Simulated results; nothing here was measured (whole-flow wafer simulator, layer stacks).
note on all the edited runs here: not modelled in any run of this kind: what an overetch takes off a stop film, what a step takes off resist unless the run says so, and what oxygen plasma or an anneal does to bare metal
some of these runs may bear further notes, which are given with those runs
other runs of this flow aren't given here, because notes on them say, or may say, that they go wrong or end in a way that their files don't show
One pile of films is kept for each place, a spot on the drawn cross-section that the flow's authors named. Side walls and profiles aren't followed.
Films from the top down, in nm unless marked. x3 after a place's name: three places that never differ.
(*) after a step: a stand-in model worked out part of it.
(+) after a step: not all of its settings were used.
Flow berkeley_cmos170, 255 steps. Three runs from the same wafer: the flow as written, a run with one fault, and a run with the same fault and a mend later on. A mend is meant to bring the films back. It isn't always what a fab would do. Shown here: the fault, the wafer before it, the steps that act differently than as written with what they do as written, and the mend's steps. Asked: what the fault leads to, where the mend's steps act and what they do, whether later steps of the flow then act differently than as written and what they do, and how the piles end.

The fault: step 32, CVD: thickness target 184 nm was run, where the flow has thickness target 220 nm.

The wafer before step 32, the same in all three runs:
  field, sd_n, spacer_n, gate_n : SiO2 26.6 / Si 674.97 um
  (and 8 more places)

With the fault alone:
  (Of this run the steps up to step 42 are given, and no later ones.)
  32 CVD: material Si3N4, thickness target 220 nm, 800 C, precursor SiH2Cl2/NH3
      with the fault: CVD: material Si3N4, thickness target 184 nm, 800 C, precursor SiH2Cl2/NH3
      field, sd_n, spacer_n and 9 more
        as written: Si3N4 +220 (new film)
        with the fault: Si3N4 +184 (new film)
  Later steps of the flow that act differently than as written:
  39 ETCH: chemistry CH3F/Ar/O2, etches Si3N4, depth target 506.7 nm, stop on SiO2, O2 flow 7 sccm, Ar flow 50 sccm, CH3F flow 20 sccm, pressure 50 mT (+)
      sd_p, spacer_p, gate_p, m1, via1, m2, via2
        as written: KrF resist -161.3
        with the fault: KrF resist -137.3
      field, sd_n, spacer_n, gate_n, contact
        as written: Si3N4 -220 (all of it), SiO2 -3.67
        with the fault: Si3N4 -184 (all of it), SiO2 -3.67
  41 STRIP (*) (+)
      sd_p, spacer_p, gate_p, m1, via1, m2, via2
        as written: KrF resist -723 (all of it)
        with the fault: KrF resist -747 (all of it)
  After step 42 the piles differ from the flow's by more than 2% or 0.5 nm, whichever is larger, at sd_p, spacer_p, gate_p, m1, via1, m2, via2.
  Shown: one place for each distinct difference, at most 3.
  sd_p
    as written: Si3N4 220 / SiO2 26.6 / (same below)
    with the fault: Si3N4 184 / SiO2 26.6 / (same below)

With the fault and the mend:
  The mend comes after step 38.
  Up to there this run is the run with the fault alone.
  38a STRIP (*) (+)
      sd_p, spacer_p, gate_p, m1, via1, m2, via2
        KrF resist -884.4 (all of it)
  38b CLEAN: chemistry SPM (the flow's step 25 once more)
      changes no film at any place that is followed
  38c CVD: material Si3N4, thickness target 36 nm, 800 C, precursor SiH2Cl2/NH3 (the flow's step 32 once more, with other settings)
      field, sd_n, spacer_n and 9 more
        Si3N4 +36
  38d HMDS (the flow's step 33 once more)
      changes no film at any place that is followed
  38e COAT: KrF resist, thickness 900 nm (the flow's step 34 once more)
      field, sd_n, spacer_n and 9 more
        KrF resist +900 (new film)
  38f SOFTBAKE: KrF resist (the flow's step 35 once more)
      changes no film at any place that is followed
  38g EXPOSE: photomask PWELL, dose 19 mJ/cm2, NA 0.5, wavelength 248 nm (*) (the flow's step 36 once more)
      changes no film at any place that is followed
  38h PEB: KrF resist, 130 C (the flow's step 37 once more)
      field, sd_n, spacer_n and 9 more
        KrF resist -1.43
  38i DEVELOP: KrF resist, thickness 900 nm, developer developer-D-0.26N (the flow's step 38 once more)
      sd_p, spacer_p, gate_p, m1, via1, m2, via2
        KrF resist -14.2
      field, sd_n, spacer_n, gate_n, contact
        KrF resist -898.6 (all of it)
  No later step of the flow acts differently than as written at any place that is followed.
  At the end the piles are the same as the flow's at every place that both follow.
